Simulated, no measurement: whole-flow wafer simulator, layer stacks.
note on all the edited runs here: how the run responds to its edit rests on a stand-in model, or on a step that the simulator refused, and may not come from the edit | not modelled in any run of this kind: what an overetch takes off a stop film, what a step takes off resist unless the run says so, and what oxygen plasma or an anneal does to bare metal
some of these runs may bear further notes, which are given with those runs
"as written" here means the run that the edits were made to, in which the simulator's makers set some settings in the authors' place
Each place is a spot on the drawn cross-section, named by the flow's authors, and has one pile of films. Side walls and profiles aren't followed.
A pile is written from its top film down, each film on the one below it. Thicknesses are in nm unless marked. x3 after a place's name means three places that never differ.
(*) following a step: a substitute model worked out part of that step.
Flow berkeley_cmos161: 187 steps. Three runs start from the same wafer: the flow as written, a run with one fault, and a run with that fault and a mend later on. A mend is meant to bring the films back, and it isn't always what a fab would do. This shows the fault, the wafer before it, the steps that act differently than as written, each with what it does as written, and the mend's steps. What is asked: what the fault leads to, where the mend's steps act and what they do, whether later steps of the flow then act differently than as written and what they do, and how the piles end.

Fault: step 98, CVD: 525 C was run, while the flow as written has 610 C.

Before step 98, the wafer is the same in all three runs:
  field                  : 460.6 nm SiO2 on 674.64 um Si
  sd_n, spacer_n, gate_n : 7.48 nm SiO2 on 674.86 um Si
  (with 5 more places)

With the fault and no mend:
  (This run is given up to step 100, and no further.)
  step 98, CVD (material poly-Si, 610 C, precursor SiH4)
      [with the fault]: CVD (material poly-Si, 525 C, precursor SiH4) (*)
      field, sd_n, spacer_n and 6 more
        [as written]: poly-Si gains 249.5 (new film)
        [with the fault]: poly-Si gains 30.9 (new film)
  Every later step of the flow up to step 100 that is run acts as written at every place that is followed.
  Once step 100 is done, the piles at field, sd_n, spacer_n and 6 more depart from the flow's by more than 2% or 0.5 nm, whichever is larger.
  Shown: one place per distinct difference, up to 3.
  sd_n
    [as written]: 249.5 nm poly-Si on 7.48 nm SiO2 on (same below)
    [with the fault]: 30.9 nm poly-Si on 7.48 nm SiO2 on (same below)
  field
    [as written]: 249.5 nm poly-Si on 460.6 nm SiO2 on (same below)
    [with the fault]: 30.9 nm poly-Si on 460.6 nm SiO2 on (same below)

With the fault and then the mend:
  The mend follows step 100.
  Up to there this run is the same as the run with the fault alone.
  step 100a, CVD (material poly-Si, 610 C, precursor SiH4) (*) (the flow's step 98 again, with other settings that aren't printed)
      field, sd_n, spacer_n and 6 more
        poly-Si gains 218.5
  Every later step of the flow that is run acts as written, at every place that is followed, to within 2% or 0.5 nm, whichever is larger.
  When the end is reached, the piles differ only a little from the flow's at the places that both follow, at most by 2% or 0.5 nm, whichever is larger.
